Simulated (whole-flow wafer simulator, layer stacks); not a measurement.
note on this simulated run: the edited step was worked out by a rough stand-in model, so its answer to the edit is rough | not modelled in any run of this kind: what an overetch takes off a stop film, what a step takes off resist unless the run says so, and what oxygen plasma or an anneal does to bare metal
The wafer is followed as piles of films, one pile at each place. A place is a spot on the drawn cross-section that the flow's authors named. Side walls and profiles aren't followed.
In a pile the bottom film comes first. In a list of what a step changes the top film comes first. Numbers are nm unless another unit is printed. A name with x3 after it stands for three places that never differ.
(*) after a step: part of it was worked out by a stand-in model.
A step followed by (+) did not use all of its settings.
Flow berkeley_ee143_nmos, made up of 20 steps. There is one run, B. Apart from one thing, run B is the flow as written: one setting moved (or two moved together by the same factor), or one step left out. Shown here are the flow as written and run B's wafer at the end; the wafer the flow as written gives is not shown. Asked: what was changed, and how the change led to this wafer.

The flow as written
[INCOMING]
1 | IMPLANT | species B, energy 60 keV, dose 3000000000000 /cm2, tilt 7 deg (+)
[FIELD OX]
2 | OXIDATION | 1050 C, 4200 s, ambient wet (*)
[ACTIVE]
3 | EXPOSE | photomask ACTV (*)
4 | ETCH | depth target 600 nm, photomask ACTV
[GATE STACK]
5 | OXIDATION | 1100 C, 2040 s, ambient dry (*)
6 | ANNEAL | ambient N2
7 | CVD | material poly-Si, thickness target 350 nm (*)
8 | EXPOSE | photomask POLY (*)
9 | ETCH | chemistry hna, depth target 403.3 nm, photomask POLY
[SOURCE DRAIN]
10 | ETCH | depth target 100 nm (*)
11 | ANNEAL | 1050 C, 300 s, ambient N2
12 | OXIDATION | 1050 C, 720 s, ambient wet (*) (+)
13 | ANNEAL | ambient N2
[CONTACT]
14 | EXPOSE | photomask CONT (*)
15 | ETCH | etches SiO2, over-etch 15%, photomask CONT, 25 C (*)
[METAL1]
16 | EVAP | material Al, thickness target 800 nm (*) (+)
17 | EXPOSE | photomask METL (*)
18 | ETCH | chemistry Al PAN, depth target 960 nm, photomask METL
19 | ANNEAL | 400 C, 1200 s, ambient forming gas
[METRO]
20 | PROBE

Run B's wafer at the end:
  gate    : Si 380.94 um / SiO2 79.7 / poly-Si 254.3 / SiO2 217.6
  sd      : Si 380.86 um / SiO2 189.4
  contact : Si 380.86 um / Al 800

The reason: step 2, OXIDATION: 840 C was run, though the flow has 1050 C.

How this came from the change, step by step:
  2 | OXIDATION | 1050 C, 4200 s, ambient wet (*)
      gate, sd, contact, field: +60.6 SiO2 (new film), -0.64 chemical SiO2 (all of it), -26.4 Si (in the flow as written it would be: +566.4 SiO2 (new film), -0.64 chemical SiO2 (all of it), -248.9 Si)
  4 | ETCH | depth target 600 nm, photomask ACTV
      gate, sd, contact: -60.6 SiO2 (all of it) (in the flow as written it would be: -566.4 SiO2 (all of it))
  5 | OXIDATION | 1100 C, 2040 s, ambient dry (*)
      field: +46.8 SiO2, -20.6 Si (in the flow as written it would be: +11.6 SiO2, -5.1 Si)
  12 | OXIDATION | 1050 C, 720 s, ambient wet (*) (+)
      field: +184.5 SiO2, -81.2 Si (in the flow as written it would be: +69.1 SiO2, -30.4 Si)
